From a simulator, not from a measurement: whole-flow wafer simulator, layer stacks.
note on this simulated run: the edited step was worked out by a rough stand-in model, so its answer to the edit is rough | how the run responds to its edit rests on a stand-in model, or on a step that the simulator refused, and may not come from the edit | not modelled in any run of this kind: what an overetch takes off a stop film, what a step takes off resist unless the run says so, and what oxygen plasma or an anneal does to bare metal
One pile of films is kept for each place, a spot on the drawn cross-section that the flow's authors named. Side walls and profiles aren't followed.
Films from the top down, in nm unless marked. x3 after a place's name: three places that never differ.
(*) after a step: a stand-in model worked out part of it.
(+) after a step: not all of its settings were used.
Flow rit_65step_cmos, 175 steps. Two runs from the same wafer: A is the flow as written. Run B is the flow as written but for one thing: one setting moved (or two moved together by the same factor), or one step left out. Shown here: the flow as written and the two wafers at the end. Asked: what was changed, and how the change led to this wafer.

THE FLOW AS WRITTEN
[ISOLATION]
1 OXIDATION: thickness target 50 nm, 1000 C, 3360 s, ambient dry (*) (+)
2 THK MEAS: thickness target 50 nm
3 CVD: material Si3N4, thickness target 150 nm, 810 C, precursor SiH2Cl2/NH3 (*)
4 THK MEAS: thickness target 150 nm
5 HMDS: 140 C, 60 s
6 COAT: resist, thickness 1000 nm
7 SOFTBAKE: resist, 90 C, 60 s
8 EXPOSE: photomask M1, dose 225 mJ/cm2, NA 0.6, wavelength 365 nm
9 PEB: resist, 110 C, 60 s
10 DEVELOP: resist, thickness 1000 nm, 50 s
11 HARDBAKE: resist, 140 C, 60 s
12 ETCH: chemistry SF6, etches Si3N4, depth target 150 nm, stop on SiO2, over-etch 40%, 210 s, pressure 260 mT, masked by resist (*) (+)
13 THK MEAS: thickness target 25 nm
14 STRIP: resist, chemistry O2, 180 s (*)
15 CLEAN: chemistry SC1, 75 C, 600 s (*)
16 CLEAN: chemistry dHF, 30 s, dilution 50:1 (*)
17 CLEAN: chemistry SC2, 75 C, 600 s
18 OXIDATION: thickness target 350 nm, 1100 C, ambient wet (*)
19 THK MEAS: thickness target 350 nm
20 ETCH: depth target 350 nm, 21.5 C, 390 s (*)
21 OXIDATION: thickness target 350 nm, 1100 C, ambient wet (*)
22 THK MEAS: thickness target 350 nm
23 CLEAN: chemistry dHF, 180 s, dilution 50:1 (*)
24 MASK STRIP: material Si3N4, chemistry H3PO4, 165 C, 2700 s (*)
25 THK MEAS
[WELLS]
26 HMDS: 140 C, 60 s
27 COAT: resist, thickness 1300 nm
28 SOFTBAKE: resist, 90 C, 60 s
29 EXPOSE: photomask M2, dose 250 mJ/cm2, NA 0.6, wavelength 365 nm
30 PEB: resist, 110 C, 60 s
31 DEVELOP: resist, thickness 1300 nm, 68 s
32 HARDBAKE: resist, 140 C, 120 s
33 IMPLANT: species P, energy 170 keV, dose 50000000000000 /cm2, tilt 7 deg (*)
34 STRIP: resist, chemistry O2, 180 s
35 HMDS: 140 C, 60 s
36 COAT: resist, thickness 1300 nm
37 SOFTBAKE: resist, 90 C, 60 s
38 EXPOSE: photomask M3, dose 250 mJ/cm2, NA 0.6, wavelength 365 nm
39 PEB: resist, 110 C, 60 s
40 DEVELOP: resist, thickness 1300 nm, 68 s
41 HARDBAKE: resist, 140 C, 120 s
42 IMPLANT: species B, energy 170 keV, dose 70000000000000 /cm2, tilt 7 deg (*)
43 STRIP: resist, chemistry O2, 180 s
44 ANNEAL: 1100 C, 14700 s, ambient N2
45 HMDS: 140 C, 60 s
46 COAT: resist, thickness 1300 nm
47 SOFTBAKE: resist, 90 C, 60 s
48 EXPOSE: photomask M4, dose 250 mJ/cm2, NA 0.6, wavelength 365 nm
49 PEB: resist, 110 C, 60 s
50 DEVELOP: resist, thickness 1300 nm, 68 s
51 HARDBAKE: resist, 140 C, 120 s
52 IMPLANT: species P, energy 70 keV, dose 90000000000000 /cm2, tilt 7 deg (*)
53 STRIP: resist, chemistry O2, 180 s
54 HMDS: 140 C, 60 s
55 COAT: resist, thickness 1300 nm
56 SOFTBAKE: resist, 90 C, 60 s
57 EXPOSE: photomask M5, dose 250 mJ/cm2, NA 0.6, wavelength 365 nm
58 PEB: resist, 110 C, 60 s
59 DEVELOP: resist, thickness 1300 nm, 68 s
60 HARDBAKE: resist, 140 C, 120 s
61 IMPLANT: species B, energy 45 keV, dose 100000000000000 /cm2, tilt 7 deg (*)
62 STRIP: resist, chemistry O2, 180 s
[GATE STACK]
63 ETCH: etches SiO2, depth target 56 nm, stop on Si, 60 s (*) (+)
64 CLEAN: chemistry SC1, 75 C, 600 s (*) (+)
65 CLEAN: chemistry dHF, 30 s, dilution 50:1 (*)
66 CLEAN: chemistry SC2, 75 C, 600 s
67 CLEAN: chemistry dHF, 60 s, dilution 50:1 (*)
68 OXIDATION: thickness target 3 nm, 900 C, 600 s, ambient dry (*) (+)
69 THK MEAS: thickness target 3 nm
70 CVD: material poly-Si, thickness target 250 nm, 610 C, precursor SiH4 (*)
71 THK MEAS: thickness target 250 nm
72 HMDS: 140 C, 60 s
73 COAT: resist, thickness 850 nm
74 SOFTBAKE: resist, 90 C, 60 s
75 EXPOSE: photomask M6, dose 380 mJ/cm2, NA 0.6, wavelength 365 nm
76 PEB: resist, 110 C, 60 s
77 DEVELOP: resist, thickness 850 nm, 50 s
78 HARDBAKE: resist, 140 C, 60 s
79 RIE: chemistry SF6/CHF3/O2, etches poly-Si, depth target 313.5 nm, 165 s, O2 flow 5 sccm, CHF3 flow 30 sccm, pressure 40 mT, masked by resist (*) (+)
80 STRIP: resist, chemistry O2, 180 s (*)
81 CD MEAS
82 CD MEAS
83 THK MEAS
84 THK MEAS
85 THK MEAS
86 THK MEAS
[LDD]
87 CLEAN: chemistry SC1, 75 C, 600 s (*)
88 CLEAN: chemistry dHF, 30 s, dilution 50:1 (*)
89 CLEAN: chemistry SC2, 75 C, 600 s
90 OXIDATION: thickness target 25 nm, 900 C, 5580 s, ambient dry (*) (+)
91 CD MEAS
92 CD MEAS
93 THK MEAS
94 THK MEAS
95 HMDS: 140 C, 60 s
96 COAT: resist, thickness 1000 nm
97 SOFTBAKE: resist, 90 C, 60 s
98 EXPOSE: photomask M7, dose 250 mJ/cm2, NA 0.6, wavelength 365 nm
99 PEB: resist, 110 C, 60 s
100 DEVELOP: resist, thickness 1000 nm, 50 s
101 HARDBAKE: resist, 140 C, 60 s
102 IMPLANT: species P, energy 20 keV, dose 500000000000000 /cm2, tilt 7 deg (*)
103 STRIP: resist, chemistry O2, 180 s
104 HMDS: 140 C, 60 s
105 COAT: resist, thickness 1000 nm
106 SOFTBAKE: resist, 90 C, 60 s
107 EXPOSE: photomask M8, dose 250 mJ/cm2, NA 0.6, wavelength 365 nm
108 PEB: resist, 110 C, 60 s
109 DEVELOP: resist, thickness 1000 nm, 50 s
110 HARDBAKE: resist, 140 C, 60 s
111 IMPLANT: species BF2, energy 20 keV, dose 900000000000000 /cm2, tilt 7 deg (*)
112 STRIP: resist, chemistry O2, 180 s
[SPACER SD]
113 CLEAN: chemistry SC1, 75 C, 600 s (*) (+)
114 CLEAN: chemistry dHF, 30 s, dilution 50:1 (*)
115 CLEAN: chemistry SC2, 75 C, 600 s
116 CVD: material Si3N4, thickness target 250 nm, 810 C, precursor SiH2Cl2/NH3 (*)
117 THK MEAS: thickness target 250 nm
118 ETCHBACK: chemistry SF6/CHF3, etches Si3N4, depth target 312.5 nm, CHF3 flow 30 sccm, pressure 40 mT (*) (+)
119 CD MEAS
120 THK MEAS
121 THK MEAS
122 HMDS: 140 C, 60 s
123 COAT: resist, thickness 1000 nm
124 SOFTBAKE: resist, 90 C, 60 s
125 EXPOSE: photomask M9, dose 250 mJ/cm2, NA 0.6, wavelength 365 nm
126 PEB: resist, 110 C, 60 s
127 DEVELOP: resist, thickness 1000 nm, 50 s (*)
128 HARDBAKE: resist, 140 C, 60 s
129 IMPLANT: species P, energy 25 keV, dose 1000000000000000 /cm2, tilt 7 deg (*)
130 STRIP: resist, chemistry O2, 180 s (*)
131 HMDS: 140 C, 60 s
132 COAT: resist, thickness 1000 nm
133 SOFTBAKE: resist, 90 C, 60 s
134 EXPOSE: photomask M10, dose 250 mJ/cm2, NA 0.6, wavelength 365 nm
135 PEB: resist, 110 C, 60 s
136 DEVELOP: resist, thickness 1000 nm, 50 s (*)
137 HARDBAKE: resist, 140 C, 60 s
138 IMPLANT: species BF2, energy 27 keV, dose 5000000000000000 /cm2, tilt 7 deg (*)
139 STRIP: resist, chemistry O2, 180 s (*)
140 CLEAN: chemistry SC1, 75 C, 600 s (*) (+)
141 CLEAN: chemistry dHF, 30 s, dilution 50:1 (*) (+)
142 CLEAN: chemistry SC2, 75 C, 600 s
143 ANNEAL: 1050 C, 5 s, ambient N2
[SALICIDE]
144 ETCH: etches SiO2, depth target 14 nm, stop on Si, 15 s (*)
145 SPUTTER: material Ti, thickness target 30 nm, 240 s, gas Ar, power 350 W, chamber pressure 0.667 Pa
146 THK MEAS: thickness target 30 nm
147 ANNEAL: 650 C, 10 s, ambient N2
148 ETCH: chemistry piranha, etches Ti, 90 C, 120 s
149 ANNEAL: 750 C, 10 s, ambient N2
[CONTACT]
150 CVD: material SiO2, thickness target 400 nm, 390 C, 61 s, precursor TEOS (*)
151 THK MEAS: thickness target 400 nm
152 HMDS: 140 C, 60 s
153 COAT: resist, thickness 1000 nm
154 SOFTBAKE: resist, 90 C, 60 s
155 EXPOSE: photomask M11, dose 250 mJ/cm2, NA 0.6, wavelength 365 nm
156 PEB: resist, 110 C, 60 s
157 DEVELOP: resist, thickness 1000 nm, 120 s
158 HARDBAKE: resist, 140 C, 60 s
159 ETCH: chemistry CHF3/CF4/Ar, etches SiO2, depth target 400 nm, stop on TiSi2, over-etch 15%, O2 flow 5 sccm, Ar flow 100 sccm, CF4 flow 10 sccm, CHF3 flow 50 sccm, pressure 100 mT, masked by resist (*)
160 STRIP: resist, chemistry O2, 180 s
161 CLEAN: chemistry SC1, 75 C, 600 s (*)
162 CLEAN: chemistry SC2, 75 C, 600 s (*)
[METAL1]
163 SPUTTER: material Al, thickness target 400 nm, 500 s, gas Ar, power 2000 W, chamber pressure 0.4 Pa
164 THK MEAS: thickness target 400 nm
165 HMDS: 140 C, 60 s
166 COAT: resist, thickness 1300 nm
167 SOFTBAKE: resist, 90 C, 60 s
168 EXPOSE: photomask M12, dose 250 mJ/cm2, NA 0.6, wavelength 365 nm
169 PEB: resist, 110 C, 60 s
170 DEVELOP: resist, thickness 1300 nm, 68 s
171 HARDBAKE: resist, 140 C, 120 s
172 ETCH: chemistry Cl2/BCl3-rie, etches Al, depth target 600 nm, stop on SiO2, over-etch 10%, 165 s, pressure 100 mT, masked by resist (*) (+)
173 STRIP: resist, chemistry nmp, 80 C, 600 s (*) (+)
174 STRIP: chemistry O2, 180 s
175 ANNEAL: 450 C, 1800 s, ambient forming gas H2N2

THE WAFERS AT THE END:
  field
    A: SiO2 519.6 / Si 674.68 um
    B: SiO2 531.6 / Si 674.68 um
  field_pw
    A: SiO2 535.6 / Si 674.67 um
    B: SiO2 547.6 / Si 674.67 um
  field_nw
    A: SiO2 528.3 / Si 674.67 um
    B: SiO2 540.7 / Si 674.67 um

The cause: step 118, ETCHBACK: depth target 296.9 nm was run, where the flow has depth target 312.5 nm.

How the change led to this, step by step:
  118 ETCHBACK: chemistry SF6/CHF3, etches Si3N4, depth target 312.5 nm, CHF3 flow 30 sccm, pressure 40 mT (*) (+)
      field, field_pw, field_nw, field_p: A Si3N4 -250 (all of it), SiO2 -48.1 | B Si3N4 -250 (all of it), SiO2 -36.1
      spacer, spacer_p: A Si3N4 -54 | B Si3N4 -38.4
      (and at 2 more places)
  123 COAT: resist, thickness 1000 nm
      gate_n: A resist +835 (new film) | B resist +814.3 (new film)
      gate_p: A resist +836.1 (new film) | B resist +815.4 (new film)
  126 PEB: resist, 110 C, 60 s
      gate_n, gate_p: A resist -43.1 | B resist -42
  127 DEVELOP: resist, thickness 1000 nm, 50 s (*)
      gate_n: A resist -791.9 (all of it) | B resist -772.4 (all of it)
  128 HARDBAKE: resist, 140 C, 60 s
      gate_p: A resist -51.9 | B resist -50.4
  130 STRIP: resist, chemistry O2, 180 s (*)
      gate_p: A chemical SiO2 +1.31 (new film), resist -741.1 (all of it), poly-Si -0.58 | B chemical SiO2 +1.31 (new film), resist -723 (all of it), poly-Si -0.58
  132 COAT: resist, thickness 1000 nm
      gate_n: A resist +834.8 (new film) | B resist +814.1 (new film)
      gate_p: A resist +835.9 (new film) | B resist +815.2 (new film)
  135 PEB: resist, 110 C, 60 s
      gate_n: A resist -43.1 | B resist -41.9
      gate_p: A resist -43.1 | B resist -42
  136 DEVELOP: resist, thickness 1000 nm, 50 s (*)
      gate_p: A resist -792.8 (all of it) | B resist -773.2 (all of it)
  137 HARDBAKE: resist, 140 C, 60 s
      gate_n: A resist -51.8 | B resist -50.3
  139 STRIP: resist, chemistry O2, 180 s (*)
      gate_n: A resist -740 (all of it), chemical SiO2 +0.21, poly-Si -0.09 | B resist -721.9 (all of it), chemical SiO2 +0.21, poly-Si -0.09
  145 SPUTTER: material Ti, thickness target 30 nm, 240 s, gas Ar, power 350 W, chamber pressure 0.667 Pa
      gate_n: A Ti +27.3 (new film) | B Ti +29.1 (new film)
      gate_p: A Ti +27.2 (new film) | B Ti +29 (new film)
  147 ANNEAL: 650 C, 10 s, ambient N2
      gate_n: A Ti -21.3, TiSi first +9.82 (new film), TiSi2 C49 +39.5 (new film), poly-Si -41.9 | B Ti -22.7, TiSi first +13.8 (new film), TiSi2 C49 +37.3 (new film), poly-Si -42.6
      gate_p: A Ti -21.2, TiSi first +9.56 (new film), TiSi2 C49 +39.6 (new film), poly-Si -41.9 | B Ti -22.6, TiSi first +13.5 (new film), TiSi2 C49 +37.5 (new film), poly-Si -42.6
  149 ANNEAL: 750 C, 10 s, ambient N2
      gate_n: A TiSi2 +50.8 (new film), TiSi first -9.72 (all of it), TiSi2 C49 -39.5 (all of it), poly-Si -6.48 | B TiSi2 +54.3 (new film), TiSi first -13.7 (all of it), TiSi2 C49 -37.3 (all of it), poly-Si -9.13
      gate_p: A TiSi2 +50.6 (new film), TiSi first -9.46 (all of it), TiSi2 C49 -39.6 (all of it), poly-Si -6.31 | B TiSi2 +54.1 (new film), TiSi first -13.4 (all of it), TiSi2 C49 -37.5 (all of it), poly-Si -8.95
  150 CVD: material SiO2, thickness target 400 nm, 390 C, 61 s, precursor TEOS (*)
      gate_n: A SiO2 +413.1 (new film) | B SiO2 +403.7 (new film)
      gate_p: A SiO2 +413.7 (new film) | B SiO2 +404.4 (new film)
